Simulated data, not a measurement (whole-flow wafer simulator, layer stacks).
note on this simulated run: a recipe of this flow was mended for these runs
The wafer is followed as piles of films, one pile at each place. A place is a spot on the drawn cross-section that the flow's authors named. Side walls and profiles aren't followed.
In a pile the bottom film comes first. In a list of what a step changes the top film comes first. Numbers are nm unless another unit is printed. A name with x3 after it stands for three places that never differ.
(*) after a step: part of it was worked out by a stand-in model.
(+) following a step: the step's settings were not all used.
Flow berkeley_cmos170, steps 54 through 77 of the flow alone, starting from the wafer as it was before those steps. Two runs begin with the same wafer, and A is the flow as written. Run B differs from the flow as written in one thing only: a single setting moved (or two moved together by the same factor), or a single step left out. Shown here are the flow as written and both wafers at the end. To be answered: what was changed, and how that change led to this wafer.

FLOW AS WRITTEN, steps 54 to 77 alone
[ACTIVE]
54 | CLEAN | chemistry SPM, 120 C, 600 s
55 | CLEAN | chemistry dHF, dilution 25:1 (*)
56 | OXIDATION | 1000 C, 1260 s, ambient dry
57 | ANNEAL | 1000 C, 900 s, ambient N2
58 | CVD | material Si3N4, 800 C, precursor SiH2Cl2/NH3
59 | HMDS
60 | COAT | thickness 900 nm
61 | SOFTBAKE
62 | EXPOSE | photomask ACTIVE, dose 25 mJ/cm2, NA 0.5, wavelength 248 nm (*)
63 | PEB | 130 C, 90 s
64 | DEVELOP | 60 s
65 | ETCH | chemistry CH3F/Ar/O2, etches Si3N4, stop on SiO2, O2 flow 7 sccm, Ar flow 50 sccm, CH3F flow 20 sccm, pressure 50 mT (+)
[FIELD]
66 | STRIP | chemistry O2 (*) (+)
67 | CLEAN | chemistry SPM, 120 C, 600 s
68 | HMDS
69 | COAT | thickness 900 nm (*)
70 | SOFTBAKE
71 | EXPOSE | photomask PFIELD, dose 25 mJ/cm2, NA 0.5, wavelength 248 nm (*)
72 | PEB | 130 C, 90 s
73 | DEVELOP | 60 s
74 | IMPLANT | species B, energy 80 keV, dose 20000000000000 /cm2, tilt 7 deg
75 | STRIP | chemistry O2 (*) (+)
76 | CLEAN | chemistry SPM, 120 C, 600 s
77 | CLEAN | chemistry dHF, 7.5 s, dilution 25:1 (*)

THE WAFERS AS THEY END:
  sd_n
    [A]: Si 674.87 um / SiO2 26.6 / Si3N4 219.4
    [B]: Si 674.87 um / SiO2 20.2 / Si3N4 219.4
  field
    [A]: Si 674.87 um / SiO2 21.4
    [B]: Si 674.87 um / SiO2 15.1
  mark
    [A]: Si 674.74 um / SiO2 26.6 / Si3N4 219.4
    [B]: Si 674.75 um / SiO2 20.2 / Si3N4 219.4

The reason: step 56, OXIDATION: 756 s was run, whereas the flow has 1260 s.

How this came from the change, step by step:
  56 | OXIDATION | 1000 C, 1260 s, ambient dry
      field, mark, sd_n and 10 more: A SiO2 gains 26.6 (new film), Si loses 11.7 | B SiO2 gains 20.2 (new film), Si loses 8.91
